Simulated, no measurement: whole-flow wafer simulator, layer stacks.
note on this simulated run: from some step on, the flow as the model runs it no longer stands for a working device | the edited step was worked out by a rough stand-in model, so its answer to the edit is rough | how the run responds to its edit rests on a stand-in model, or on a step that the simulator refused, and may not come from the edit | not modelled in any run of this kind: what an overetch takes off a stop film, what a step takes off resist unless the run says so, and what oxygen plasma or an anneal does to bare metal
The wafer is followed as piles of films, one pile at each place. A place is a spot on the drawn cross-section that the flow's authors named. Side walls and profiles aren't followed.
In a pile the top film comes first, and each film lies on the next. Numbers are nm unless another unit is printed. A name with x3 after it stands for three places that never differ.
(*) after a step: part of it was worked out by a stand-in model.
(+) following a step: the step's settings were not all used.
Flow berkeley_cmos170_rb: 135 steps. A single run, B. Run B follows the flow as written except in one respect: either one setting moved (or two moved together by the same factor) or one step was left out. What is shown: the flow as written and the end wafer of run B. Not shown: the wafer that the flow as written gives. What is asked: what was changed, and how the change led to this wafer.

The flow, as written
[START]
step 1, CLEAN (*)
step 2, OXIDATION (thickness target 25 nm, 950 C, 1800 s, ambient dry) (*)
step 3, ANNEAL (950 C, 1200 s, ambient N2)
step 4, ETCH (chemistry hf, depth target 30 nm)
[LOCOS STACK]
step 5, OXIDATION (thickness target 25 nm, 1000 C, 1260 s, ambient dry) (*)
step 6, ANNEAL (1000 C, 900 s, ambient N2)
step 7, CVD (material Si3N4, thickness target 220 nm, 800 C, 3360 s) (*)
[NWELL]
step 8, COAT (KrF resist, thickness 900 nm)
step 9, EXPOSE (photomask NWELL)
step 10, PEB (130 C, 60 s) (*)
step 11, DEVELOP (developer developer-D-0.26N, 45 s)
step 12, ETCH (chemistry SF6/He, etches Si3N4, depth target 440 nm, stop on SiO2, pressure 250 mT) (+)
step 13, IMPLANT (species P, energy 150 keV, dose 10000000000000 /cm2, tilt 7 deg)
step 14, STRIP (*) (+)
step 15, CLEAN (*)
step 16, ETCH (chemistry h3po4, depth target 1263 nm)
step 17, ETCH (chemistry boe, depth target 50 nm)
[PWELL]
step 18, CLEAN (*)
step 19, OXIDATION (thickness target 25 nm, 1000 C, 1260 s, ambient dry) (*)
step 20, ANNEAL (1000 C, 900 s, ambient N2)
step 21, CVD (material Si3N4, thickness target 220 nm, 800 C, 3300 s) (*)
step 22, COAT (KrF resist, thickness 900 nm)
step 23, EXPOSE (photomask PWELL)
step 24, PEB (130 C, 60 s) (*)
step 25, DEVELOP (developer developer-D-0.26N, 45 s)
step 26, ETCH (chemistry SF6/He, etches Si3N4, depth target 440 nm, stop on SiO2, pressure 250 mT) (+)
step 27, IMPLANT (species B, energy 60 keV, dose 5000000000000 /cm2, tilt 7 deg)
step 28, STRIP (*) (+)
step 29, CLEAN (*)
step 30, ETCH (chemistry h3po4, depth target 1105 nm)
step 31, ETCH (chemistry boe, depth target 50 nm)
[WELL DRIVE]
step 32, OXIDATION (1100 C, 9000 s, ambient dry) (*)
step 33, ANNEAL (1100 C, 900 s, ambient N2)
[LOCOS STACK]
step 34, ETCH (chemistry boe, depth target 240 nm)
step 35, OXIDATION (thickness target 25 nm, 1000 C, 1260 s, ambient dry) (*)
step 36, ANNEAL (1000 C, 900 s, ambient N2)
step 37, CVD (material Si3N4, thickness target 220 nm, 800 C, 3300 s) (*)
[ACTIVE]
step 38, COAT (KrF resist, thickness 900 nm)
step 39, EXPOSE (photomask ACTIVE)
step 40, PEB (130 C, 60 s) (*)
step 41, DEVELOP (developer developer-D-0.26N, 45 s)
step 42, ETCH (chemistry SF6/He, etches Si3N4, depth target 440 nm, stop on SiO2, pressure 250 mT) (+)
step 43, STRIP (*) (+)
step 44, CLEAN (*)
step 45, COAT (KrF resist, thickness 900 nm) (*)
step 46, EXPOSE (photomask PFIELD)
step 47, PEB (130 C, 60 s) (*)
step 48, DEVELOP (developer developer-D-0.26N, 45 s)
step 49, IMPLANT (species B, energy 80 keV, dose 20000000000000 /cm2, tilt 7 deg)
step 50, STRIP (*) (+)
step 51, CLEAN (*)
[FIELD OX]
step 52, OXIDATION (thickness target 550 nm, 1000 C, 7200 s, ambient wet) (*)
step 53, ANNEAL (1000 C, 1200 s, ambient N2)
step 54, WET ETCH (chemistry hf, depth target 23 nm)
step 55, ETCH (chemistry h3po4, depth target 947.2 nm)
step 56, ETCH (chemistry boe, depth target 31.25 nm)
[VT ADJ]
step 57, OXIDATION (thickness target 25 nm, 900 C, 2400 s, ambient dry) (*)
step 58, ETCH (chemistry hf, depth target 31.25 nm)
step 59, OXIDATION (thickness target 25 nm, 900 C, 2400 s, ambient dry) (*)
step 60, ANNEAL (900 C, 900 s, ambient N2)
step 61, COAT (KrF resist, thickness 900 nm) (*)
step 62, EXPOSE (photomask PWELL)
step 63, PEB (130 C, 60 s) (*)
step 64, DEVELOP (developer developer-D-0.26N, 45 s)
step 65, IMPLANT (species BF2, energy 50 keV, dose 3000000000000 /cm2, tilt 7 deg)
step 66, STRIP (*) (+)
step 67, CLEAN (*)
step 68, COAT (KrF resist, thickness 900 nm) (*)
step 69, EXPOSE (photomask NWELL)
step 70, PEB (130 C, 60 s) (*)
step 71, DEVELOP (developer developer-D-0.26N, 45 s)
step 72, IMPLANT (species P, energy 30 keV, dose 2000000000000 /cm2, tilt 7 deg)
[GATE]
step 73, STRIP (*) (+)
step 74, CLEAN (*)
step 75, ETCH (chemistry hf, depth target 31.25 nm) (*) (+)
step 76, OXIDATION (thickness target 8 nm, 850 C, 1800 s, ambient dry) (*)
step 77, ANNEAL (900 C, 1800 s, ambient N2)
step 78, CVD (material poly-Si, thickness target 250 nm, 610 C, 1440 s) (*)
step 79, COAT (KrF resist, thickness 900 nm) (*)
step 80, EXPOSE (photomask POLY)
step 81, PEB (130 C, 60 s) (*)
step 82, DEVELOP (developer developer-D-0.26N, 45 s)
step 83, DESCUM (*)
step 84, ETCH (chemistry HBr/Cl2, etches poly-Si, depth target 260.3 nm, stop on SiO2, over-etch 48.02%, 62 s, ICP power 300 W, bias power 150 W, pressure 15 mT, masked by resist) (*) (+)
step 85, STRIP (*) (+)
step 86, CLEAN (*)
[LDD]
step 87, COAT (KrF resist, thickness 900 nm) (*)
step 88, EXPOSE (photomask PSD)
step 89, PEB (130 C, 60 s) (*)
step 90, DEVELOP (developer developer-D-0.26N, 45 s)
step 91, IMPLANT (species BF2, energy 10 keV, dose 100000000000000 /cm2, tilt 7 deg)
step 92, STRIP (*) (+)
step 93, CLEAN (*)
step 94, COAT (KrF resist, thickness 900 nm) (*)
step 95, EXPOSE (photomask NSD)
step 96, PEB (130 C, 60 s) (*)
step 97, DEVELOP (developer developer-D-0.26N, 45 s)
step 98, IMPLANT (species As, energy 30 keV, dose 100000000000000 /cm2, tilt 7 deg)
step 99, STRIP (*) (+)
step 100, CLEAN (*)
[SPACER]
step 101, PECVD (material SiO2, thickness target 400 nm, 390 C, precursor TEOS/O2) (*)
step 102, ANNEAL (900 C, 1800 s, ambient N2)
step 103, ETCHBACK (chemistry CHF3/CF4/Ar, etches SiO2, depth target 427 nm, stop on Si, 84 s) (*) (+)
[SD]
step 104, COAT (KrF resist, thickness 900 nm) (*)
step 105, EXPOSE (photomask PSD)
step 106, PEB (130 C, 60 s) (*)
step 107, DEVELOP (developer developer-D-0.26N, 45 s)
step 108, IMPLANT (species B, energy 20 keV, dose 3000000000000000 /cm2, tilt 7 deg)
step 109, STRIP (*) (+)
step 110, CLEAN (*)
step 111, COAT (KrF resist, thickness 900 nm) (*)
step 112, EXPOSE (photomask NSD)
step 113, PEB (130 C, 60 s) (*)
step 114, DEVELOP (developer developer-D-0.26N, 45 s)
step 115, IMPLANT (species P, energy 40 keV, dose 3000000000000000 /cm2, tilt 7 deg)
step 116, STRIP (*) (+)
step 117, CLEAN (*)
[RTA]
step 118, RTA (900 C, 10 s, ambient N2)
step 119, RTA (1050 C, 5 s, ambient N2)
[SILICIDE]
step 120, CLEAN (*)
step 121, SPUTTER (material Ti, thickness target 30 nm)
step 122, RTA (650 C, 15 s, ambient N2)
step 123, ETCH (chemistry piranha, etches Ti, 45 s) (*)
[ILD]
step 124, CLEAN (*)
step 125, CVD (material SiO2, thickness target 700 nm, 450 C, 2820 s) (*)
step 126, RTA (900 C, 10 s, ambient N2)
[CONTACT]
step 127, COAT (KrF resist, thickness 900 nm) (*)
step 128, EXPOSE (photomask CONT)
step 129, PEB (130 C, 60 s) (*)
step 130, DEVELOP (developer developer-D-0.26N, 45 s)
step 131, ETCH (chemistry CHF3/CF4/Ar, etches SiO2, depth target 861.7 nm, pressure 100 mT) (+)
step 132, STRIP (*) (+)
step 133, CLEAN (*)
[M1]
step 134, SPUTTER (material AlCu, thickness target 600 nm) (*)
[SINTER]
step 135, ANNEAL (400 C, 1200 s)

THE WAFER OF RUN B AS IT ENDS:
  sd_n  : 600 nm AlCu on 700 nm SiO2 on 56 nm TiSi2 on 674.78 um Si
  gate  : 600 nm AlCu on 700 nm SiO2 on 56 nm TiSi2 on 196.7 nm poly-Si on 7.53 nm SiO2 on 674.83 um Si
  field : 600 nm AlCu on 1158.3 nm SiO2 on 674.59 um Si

The reason: step 5, OXIDATION: 1200 C was run, while the flow as written has 1000 C.

Step by step, how the change led to this:
  step 5, OXIDATION (thickness target 25 nm, 1000 C, 1260 s, ambient dry) (*)
      field, sd_n, spacer_n and 6 more: +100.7 SiO2 (new film), -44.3 Si (it would be, as written: +26.6 SiO2 (new film), -11.7 Si)
  step 17, ETCH (chemistry boe, depth target 50 nm)
      field, sd_n, spacer_n and 6 more: -50 SiO2 (it would be, as written: -26.6 SiO2 (all of it))
  step 19, OXIDATION (thickness target 25 nm, 1000 C, 1260 s, ambient dry) (*)
      field, sd_n, spacer_n and 6 more: +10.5 SiO2, -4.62 Si (it would be, as written: +26.6 SiO2 (new film), -11.7 Si)
  step 31, ETCH (chemistry boe, depth target 50 nm)
      field, sd_n, spacer_n and 6 more: -50 SiO2 (it would be, as written: -26.6 SiO2 (all of it))
  step 32, OXIDATION (1100 C, 9000 s, ambient dry) (*)
      field, sd_n, spacer_n and 6 more: +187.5 SiO2, -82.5 Si (it would be, as written: +197.6 SiO2 (new film), -86.9 Si)
